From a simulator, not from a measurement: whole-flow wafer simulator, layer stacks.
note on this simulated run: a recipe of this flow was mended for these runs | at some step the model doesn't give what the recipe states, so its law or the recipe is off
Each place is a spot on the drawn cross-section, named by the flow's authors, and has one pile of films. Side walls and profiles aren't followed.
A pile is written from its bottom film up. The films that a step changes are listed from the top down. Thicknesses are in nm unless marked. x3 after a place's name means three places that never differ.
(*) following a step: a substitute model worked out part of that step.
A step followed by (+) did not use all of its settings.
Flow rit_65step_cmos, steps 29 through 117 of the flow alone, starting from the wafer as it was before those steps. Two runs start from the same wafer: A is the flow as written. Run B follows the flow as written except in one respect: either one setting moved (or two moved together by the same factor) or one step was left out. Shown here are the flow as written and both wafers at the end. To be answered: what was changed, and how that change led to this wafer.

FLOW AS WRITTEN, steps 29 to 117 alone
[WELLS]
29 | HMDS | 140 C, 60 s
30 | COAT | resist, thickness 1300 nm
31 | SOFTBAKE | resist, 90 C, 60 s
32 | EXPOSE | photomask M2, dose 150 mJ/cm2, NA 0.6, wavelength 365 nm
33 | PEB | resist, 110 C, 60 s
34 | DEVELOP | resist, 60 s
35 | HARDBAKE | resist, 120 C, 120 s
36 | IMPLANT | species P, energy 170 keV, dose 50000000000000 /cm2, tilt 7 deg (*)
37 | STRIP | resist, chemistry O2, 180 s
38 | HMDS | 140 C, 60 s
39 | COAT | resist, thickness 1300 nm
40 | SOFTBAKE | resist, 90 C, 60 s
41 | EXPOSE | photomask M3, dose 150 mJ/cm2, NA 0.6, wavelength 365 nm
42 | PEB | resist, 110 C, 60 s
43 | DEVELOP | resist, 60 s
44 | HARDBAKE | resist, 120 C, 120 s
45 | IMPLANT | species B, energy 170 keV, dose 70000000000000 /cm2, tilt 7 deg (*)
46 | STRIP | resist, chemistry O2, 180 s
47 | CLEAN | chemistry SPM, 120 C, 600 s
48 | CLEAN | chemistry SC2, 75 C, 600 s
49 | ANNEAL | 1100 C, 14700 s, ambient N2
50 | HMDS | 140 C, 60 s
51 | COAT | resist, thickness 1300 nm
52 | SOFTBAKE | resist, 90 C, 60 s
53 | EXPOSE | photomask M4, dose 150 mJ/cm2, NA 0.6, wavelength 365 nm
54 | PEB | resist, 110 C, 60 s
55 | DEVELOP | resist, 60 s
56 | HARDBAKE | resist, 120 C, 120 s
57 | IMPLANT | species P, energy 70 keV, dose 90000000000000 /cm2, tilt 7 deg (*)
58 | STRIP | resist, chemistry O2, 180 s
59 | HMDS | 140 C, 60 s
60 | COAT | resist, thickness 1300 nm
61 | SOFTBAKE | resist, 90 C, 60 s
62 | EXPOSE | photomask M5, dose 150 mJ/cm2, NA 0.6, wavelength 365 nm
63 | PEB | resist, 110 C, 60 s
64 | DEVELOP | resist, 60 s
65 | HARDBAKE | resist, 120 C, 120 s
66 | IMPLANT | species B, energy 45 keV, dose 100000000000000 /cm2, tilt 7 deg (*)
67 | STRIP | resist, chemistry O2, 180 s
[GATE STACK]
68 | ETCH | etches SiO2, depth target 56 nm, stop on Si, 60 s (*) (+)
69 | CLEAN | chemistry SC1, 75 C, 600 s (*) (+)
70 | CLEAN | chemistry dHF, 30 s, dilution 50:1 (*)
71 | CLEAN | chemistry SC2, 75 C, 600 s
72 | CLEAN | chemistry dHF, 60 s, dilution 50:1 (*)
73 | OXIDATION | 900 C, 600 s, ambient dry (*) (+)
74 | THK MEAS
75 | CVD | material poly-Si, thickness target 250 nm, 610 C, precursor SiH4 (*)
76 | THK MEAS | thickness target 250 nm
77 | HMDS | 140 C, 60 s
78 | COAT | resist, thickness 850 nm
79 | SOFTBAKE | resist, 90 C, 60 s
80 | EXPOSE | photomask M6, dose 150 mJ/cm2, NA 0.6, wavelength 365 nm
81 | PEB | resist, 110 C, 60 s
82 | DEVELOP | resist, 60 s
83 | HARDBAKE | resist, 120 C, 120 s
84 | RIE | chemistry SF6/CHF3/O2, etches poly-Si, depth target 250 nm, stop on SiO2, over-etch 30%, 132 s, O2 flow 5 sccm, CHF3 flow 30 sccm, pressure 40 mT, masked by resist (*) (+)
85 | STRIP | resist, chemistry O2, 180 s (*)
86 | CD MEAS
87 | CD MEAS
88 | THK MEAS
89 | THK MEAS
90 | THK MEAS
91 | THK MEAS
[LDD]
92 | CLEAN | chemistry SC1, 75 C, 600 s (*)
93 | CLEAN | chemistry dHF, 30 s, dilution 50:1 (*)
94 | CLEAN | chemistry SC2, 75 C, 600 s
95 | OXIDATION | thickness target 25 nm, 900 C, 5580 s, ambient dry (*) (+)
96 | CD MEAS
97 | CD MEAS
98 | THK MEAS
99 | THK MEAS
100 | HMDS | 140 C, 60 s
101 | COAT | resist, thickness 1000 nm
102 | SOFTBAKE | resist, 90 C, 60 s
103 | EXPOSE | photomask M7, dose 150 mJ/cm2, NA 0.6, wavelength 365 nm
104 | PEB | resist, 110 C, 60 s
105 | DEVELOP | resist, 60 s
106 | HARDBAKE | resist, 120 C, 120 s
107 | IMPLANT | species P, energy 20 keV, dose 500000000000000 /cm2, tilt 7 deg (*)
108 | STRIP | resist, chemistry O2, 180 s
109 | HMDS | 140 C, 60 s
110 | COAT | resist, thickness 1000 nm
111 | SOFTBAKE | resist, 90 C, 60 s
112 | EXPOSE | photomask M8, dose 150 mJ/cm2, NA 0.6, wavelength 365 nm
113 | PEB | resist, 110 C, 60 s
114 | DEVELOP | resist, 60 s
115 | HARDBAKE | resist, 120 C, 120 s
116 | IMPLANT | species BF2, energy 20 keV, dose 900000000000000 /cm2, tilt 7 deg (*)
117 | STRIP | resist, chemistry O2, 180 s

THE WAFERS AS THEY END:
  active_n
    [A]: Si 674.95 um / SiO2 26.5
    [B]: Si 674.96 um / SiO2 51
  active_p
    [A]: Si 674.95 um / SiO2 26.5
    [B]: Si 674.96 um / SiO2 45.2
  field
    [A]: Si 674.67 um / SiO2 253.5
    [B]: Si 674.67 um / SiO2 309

Cause: step 68, ETCH: etches SiO2, depth target 56 nm, stop on Si, 60 s (*) (+), was skipped.

Step by step, how the change led to this:
  69 | CLEAN | chemistry SC1, 75 C, 600 s (*) (+)
      gate_n, gate_p, spacer, spacer_p, sd_n, sd_p, contact, m1: A chemical SiO2 gains 0.6 (new film), Si loses 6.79 | B SiO2 loses 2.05
      active_n, active_p: A chemical SiO2 gains 0.6 (new film), Si loses 6.8 | B SiO2 loses 2.05
  70 | CLEAN | chemistry dHF, 30 s, dilution 50:1 (*)
      active_n, gate_n, spacer, sd_n, contact, m1: A chemical SiO2 loses 0.6 (all of it) | B SiO2 loses 3.19
      active_p, gate_p, spacer_p, sd_p: A chemical SiO2 loses 0.6 (all of it) | B SiO2 loses 5.29
  72 | CLEAN | chemistry dHF, 60 s, dilution 50:1 (*)
      active_n, gate_n, spacer, sd_n, contact, m1: A chemical SiO2 loses 0.4 (all of it) | B SiO2 loses 6.39
      active_p, gate_p, spacer_p, sd_p: A chemical SiO2 loses 0.4 (all of it) | B SiO2 loses 10.8
  73 | OXIDATION | 900 C, 600 s, ambient dry (*) (+)
      active_n, gate_n, spacer, sd_n, contact, m1: A SiO2 gains 7.17 (new film), Si loses 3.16 | B SiO2 gains 4.24, Si loses 1.87
      active_p, gate_p, spacer_p, sd_p: A SiO2 gains 7.17 (new film), Si loses 3.16 | B SiO2 gains 4.52, Si loses 1.99
  93 | CLEAN | chemistry dHF, 30 s, dilution 50:1 (*)
      active_n, active_p, spacer, spacer_p, sd_n, sd_p, contact, m1: A SiO2 loses 2.36 (all of it) | B SiO2 loses 2.78
  95 | OXIDATION | thickness target 25 nm, 900 C, 5580 s, ambient dry (*) (+)
      active_n, spacer, sd_n, contact, m1: A SiO2 gains 26.5 (new film), chemical SiO2 loses 0.4 (all of it), Si loses 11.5 | B SiO2 gains 20.5, Si loses 9.03
      active_p, spacer_p, sd_p: A SiO2 gains 26.5 (new film), chemical SiO2 loses 0.4 (all of it), Si loses 11.5 | B SiO2 gains 21, Si loses 9.23
      (and at 4 other places as well)
